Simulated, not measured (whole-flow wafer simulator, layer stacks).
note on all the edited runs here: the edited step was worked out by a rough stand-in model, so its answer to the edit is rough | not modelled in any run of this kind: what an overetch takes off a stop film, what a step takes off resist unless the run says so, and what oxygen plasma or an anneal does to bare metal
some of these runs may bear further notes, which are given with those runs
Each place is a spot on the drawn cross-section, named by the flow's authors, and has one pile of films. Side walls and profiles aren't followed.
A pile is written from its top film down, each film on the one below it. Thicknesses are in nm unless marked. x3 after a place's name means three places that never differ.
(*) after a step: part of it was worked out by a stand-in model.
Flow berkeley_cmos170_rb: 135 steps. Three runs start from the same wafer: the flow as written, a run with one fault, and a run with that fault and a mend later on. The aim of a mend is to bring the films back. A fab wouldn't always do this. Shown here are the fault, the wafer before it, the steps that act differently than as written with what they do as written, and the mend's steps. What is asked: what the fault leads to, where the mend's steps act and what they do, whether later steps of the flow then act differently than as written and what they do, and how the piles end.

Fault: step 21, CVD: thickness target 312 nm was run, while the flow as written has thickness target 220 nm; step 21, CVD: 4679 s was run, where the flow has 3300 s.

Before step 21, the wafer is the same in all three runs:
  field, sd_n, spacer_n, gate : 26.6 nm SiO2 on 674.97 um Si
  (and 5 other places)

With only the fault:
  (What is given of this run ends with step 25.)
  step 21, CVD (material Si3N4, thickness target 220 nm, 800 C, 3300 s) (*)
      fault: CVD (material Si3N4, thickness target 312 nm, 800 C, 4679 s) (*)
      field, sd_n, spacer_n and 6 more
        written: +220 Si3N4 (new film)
        fault: +312 Si3N4 (new film)
  None of the later steps of the flow up to step 25 acts differently than as written at any place that is followed.
  The piles after step 25 differ from the flow's at field, sd_n, spacer_n and 6 more by more than 2% or 0.5 nm, whichever is larger.
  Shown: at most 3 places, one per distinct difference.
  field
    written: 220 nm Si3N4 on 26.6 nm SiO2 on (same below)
    fault: 312 nm Si3N4 on 26.6 nm SiO2 on (same below)
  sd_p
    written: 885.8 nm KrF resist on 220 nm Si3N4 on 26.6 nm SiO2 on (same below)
    fault: 885.8 nm KrF resist on 312 nm Si3N4 on 26.6 nm SiO2 on (same below)

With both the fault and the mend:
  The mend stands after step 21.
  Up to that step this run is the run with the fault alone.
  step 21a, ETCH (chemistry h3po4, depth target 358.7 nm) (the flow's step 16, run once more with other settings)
      field, sd_n, spacer_n and 6 more
        -312 Si3N4 (all of it)
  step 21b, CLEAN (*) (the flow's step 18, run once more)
      alters no film at any place that is followed
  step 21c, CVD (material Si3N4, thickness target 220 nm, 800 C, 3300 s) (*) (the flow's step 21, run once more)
      field, sd_n, spacer_n and 6 more
        +220 Si3N4 (new film)
  None of the later steps of the flow acts differently than as written at any place that is followed.
  The piles end the same as the flow's at every place that both follow.
